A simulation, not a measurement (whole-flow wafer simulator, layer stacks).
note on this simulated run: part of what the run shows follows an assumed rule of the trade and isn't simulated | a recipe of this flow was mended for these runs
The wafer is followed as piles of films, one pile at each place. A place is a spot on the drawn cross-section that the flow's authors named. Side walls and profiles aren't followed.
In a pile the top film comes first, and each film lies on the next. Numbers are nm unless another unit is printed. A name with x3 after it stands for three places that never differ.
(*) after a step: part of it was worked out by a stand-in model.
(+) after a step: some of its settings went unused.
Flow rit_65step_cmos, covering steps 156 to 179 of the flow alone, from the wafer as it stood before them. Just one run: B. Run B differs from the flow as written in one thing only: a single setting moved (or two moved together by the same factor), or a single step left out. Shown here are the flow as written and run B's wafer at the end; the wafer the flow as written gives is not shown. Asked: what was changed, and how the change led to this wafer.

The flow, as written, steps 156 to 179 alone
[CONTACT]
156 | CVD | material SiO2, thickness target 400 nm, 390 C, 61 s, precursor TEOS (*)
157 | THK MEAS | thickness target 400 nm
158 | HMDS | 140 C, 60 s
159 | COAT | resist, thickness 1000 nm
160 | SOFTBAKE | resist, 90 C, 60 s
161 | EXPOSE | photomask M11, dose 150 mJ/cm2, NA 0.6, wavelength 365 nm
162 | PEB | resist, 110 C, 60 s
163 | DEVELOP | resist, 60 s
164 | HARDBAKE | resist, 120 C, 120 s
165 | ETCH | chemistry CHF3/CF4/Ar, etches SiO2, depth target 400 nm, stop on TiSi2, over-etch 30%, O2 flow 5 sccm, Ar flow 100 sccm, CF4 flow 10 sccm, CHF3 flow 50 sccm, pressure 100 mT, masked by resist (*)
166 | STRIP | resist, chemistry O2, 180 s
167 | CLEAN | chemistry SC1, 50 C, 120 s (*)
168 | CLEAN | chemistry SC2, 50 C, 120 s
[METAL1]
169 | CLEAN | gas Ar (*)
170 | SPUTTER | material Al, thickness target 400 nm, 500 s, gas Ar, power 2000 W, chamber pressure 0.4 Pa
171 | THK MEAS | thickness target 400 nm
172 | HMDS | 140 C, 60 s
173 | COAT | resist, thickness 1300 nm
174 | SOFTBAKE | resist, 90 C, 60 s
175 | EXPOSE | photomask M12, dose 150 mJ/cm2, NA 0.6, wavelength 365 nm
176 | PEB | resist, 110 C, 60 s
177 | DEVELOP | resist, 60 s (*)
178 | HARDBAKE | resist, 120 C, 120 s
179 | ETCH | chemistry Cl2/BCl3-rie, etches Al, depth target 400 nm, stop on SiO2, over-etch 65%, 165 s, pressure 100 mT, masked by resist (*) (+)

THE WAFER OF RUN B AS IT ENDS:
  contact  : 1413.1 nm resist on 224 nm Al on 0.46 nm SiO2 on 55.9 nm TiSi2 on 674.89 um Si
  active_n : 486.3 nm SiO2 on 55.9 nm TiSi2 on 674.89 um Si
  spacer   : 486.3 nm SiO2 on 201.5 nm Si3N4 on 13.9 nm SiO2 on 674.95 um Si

Cause: step 156, CVD: thickness target 526 nm was run, whereas the flow has thickness target 400 nm; step 156, CVD: 80 s was run, where the flow has 61 s.

How this came from the change, step by step:
  156 | CVD | material SiO2, thickness target 400 nm, 390 C, 61 s, precursor TEOS (*)
      active_n, active_p, gate_n and 7 more: +526 SiO2 (new film) (as written it would have been: +400 SiO2 (new film))
      field, field_pw, field_nw, field_p: +526 SiO2 (as written it would have been: +400 SiO2)
  165 | ETCH | chemistry CHF3/CF4/Ar, etches SiO2, depth target 400 nm, stop on TiSi2, over-etch 30%, O2 flow 5 sccm, Ar flow 100 sccm, CF4 flow 10 sccm, CHF3 flow 50 sccm, pressure 100 mT, masked by resist (*)
      contact: -520 SiO2 (as written it would have been: -400 SiO2 (all of it), -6 TiSi2)
  169 | CLEAN | gas Ar (*)
      contact: -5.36 SiO2 (as written it would have been: -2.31 TiSi2)
  170 | SPUTTER | material Al, thickness target 400 nm, 500 s, gas Ar, power 2000 W, chamber pressure 0.4 Pa
      contact: +224 Al (new film) (as written it would have been: +255.4 Al (new film))
  173 | COAT | resist, thickness 1300 nm
      contact: +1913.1 resist (new film) (as written it would have been: +1785.1 resist (new film))
  176 | PEB | resist, 110 C, 60 s
      contact: -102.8 resist (as written it would have been: -95.5 resist)
  178 | HARDBAKE | resist, 120 C, 120 s
      contact: -67.2 resist (as written it would have been: -62.1 resist)
